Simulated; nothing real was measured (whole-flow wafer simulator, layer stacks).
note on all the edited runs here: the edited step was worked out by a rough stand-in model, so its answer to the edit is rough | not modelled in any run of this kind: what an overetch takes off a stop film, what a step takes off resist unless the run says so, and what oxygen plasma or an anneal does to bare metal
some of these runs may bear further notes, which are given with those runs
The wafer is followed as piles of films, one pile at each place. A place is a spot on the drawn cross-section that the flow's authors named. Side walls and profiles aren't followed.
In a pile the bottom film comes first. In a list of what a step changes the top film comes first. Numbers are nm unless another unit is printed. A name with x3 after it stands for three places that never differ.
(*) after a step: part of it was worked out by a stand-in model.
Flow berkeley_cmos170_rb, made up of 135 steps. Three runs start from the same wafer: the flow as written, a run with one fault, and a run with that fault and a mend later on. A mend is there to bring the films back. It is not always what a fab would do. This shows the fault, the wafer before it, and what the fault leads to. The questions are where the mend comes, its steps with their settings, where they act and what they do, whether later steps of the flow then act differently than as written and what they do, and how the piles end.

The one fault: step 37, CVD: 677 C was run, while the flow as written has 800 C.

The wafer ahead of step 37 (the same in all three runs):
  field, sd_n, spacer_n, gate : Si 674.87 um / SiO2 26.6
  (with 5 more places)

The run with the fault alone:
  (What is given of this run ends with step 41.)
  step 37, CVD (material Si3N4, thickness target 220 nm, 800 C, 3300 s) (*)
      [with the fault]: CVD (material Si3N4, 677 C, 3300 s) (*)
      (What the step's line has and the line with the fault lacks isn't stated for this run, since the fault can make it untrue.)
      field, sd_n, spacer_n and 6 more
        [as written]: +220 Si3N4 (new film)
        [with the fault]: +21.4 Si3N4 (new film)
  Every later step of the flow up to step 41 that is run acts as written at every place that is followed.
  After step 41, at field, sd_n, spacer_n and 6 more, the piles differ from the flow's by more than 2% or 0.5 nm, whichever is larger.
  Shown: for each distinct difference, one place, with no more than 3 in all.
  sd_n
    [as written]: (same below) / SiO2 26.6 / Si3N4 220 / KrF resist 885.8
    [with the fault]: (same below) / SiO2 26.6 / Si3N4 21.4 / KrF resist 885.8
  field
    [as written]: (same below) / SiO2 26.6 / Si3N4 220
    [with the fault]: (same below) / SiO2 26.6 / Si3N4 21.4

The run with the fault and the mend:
  After step 37 comes the mend.
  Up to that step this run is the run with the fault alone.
  step 37a, CVD (material Si3N4, thickness target 198.6 nm, 800 C, 2980 s) (*) (the flow's step 37, run once more with other settings)
      field, sd_n, spacer_n and 6 more
        +198.6 Si3N4
  Every later step of the flow that is run acts as written, at every place that is followed, to within 2% or 0.5 nm, whichever is larger.
  By the end, the piles equal the flow's at every place that both follow.
